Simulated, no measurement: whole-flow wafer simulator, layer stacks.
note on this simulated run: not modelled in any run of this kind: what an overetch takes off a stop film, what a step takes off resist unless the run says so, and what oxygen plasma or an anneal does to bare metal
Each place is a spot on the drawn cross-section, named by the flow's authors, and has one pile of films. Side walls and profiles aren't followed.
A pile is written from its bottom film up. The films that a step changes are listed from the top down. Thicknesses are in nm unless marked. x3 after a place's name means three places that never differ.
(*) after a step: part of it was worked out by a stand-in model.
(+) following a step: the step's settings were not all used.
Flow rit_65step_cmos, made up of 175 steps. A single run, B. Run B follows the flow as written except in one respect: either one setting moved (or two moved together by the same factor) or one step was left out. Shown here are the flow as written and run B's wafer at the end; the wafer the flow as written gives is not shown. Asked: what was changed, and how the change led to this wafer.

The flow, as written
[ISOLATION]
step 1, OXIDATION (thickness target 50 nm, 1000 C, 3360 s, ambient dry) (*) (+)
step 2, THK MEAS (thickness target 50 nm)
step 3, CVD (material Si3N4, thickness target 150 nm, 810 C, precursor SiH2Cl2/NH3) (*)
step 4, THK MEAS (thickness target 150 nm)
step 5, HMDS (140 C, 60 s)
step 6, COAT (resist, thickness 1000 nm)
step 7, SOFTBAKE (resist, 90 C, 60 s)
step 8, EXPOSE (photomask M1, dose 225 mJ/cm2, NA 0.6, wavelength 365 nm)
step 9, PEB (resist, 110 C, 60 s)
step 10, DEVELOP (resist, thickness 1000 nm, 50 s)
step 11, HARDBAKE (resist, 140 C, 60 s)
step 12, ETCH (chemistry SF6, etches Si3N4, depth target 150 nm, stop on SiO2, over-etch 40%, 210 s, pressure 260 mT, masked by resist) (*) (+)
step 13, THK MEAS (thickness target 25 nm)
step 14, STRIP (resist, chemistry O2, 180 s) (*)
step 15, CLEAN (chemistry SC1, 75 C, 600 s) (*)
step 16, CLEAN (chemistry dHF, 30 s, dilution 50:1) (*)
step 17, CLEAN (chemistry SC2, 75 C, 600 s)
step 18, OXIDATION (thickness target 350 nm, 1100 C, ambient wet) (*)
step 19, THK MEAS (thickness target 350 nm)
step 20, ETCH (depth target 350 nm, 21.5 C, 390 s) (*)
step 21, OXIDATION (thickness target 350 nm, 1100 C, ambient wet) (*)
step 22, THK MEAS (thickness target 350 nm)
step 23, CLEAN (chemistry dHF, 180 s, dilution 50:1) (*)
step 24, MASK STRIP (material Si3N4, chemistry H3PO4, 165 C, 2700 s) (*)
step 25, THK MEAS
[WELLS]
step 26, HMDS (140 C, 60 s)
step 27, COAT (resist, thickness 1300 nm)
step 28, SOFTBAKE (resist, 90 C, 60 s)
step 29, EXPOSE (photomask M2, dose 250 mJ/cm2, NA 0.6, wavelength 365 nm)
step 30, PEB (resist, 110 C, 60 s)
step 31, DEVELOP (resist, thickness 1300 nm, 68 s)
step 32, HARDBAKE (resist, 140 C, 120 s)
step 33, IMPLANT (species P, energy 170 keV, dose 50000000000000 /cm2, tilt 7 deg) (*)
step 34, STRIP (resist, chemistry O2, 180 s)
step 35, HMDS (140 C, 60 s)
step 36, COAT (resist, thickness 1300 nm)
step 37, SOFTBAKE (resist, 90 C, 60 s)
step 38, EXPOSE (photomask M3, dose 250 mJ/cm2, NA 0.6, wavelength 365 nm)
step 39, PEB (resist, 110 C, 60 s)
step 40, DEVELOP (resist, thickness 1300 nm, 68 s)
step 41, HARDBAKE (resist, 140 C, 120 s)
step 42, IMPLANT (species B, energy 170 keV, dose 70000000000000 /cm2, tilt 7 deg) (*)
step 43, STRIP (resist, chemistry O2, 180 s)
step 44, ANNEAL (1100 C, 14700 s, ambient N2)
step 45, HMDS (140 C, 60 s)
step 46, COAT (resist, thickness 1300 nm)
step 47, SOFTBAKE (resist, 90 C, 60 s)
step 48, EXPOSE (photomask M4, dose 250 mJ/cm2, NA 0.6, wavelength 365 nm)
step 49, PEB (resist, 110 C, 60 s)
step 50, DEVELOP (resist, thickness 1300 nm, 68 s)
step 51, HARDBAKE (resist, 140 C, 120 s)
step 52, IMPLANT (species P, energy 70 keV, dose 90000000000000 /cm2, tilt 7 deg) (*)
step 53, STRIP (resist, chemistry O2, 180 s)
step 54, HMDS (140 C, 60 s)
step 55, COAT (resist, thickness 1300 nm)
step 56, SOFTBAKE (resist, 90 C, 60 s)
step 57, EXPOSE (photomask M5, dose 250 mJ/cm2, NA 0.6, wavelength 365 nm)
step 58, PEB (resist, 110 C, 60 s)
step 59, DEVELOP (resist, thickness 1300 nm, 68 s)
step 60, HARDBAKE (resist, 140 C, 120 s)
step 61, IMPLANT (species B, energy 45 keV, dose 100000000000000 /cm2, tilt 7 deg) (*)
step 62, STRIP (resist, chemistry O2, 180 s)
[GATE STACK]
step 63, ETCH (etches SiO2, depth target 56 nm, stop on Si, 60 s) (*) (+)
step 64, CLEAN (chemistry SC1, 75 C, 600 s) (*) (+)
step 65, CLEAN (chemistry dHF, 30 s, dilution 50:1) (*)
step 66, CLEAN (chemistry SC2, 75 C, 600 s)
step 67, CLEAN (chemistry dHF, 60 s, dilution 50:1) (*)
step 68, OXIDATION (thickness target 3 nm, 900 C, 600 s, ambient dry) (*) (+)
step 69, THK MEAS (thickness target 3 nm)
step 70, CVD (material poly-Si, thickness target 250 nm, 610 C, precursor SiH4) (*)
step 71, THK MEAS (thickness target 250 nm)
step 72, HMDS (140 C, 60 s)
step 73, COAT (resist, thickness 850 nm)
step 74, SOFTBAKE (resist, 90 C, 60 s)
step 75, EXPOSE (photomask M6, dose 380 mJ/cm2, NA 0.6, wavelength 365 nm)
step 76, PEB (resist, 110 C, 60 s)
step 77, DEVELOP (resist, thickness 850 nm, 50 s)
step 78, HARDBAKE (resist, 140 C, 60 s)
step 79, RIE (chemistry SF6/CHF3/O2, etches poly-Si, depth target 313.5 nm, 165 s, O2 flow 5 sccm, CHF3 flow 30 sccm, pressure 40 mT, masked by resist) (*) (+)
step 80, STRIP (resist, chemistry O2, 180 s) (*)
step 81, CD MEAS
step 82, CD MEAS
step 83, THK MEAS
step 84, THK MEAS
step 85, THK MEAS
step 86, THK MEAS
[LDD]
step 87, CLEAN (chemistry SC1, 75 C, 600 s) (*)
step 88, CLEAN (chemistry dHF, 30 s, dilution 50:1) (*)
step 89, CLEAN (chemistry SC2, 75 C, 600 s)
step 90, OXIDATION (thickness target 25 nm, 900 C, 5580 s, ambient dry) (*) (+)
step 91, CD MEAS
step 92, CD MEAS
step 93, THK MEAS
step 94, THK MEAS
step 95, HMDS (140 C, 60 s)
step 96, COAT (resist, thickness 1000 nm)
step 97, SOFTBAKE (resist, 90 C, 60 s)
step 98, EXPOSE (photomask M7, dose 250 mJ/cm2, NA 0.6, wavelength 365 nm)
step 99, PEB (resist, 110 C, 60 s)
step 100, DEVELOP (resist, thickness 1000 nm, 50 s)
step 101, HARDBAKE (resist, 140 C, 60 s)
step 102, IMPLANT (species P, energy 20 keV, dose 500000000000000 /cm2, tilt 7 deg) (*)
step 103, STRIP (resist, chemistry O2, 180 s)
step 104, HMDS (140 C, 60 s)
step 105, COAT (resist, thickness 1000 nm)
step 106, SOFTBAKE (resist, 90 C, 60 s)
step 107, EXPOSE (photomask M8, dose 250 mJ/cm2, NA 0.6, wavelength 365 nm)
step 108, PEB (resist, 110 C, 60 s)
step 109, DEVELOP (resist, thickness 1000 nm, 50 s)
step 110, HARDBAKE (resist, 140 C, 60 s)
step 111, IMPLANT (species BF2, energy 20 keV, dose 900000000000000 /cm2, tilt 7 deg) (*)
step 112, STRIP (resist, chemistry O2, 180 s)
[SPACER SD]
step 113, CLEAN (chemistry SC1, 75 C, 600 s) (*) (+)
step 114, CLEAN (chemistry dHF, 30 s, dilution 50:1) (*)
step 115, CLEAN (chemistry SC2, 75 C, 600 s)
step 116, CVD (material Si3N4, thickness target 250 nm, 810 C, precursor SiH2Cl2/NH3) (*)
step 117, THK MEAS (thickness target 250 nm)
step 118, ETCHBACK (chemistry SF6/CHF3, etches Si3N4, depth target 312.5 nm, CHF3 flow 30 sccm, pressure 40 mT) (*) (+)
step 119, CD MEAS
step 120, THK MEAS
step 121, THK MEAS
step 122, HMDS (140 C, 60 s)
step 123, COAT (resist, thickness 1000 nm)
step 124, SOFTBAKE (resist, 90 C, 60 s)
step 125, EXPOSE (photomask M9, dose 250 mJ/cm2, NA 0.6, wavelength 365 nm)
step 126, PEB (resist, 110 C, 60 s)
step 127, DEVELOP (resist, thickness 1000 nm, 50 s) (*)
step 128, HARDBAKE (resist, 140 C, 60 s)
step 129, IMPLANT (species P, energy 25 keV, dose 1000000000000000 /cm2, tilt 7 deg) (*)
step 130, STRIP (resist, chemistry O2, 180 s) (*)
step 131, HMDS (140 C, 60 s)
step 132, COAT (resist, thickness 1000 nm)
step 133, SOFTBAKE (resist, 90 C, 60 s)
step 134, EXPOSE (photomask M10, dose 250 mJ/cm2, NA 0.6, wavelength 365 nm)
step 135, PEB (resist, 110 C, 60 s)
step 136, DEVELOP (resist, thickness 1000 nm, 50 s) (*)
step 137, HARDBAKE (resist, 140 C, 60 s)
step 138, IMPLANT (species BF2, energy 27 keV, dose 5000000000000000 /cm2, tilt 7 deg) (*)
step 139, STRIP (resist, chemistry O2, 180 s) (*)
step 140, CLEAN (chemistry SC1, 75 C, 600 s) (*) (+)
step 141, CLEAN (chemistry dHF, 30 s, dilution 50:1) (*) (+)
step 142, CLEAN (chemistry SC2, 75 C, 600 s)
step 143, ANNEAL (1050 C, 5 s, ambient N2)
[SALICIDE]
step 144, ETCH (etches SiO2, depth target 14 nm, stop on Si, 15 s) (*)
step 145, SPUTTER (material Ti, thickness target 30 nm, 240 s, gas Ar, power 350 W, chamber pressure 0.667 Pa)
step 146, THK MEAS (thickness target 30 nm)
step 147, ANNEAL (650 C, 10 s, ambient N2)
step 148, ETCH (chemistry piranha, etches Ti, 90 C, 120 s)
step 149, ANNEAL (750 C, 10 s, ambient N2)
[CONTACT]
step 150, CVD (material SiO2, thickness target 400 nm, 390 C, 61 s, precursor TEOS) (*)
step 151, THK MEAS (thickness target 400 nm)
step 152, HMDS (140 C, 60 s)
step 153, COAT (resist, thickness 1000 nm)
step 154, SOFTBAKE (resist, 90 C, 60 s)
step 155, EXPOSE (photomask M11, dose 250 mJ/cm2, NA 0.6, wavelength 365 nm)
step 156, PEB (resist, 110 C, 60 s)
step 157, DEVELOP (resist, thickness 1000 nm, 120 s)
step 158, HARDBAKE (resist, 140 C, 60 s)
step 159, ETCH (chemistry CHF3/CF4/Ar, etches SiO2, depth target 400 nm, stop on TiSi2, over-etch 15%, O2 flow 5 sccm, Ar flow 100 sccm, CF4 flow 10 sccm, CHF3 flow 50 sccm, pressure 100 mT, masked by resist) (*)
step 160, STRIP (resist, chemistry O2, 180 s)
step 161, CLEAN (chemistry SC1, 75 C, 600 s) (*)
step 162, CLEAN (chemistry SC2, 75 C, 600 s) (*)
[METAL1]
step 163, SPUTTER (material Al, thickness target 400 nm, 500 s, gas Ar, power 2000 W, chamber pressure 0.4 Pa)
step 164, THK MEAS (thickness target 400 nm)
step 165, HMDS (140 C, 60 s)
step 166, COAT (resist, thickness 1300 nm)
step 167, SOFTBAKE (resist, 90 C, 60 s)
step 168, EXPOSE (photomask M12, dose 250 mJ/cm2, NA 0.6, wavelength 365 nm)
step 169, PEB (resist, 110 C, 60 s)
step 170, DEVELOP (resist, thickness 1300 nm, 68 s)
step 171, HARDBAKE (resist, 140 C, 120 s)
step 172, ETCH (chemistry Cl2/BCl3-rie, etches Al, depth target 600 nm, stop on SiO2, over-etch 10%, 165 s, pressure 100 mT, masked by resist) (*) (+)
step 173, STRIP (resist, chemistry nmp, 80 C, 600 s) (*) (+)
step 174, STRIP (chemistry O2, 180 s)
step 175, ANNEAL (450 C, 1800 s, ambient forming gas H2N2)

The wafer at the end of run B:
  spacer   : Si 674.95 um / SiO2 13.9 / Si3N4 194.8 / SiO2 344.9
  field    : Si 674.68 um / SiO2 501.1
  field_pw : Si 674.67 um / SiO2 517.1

Cause: step 163, SPUTTER: power 1260 W was run, whereas the flow has power 2000 W.

How this came from the change, step by step:
  step 163, SPUTTER (material Al, thickness target 400 nm, 500 s, gas Ar, power 2000 W, chamber pressure 0.4 Pa)
      field, field_p, spacer, spacer_p: Al gains 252 (new film) (in the flow as written it would be: Al gains 400 (new film))
      gate_n, gate_p: Al gains 252 (new film) (in the flow as written it would be: Al gains 396 (new film))
      (as well as at 2 more places)
  step 172, ETCH (chemistry Cl2/BCl3-rie, etches Al, depth target 600 nm, stop on SiO2, over-etch 10%, 165 s, pressure 100 mT, masked by resist) (*) (+)
      field, field_p, spacer, spacer_p: Al loses 252 (all of it), SiO2 loses 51 (in the flow as written it would be: Al loses 400 (all of it), SiO2 loses 32.5)
      gate_n, gate_p: Al loses 252 (all of it), SiO2 loses 51 (in the flow as written it would be: Al loses 396 (all of it), SiO2 loses 33)
      (as well as at 2 more places)
